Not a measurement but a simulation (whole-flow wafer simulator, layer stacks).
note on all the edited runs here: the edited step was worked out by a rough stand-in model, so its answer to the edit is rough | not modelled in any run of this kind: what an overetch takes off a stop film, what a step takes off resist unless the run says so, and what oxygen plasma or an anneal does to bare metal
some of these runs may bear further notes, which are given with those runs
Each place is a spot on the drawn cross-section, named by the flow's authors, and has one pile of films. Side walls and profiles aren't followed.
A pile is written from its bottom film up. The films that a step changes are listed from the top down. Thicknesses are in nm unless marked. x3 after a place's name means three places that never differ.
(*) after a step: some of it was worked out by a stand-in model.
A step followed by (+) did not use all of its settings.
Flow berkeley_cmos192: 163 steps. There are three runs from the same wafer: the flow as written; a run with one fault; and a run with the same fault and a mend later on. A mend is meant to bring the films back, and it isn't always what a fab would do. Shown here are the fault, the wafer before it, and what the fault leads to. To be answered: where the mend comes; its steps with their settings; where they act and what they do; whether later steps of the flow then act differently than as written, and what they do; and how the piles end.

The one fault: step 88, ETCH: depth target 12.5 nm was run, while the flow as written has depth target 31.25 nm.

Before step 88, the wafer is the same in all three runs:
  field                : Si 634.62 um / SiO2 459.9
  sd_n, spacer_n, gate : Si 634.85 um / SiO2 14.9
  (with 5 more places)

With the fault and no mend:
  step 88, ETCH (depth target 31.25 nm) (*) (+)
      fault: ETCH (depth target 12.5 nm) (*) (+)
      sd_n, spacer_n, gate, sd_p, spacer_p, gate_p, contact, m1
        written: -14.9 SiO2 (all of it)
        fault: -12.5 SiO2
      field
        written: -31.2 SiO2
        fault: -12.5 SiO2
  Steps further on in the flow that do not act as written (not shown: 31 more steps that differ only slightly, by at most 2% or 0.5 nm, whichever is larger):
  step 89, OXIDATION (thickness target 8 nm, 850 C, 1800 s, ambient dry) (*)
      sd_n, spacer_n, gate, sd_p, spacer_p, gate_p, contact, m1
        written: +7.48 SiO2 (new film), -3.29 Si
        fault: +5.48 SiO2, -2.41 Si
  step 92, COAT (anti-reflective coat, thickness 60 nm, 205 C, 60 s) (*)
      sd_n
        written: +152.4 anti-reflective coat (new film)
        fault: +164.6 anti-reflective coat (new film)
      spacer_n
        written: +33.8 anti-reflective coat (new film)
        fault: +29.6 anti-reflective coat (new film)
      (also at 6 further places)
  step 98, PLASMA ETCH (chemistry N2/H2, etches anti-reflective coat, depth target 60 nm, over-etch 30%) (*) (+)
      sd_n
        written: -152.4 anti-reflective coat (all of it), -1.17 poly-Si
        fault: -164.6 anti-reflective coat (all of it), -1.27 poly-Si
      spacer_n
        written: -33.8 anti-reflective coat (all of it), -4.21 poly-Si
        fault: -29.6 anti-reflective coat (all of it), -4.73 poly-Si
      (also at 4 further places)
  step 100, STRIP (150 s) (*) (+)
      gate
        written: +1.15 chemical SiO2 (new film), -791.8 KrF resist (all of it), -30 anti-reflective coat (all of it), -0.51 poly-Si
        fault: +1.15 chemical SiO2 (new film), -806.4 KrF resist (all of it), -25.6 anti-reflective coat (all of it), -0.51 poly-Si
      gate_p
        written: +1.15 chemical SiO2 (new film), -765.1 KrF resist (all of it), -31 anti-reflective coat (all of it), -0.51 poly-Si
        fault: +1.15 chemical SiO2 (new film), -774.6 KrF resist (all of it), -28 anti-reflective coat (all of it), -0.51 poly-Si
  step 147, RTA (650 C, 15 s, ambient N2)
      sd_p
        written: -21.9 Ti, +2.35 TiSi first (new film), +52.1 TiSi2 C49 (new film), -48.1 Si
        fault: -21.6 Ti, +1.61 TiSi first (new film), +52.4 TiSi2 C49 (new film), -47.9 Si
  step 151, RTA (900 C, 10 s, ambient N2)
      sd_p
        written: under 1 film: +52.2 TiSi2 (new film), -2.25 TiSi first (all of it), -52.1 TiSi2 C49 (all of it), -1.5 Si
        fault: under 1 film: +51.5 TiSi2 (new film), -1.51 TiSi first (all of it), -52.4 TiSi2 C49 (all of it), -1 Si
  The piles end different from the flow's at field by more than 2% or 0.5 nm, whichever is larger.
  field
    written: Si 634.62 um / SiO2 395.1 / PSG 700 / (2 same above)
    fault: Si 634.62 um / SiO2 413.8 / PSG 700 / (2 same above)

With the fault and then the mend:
  After step 88 comes the mend.
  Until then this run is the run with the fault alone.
  step 88a, ETCH (depth target 18.75 nm) (*) (+) (the flow's step 88, run once more with other settings)
      sd_n, spacer_n, gate, sd_p, spacer_p, gate_p, contact, m1
        -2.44 SiO2 (all of it)
      field
        -18.8 SiO2
  None of the later steps of the flow differs from how it acts as written, at any place that is followed, by more than 2% or 0.5 nm, whichever is larger.
  By the end, the piles equal the flow's at every place that both follow.
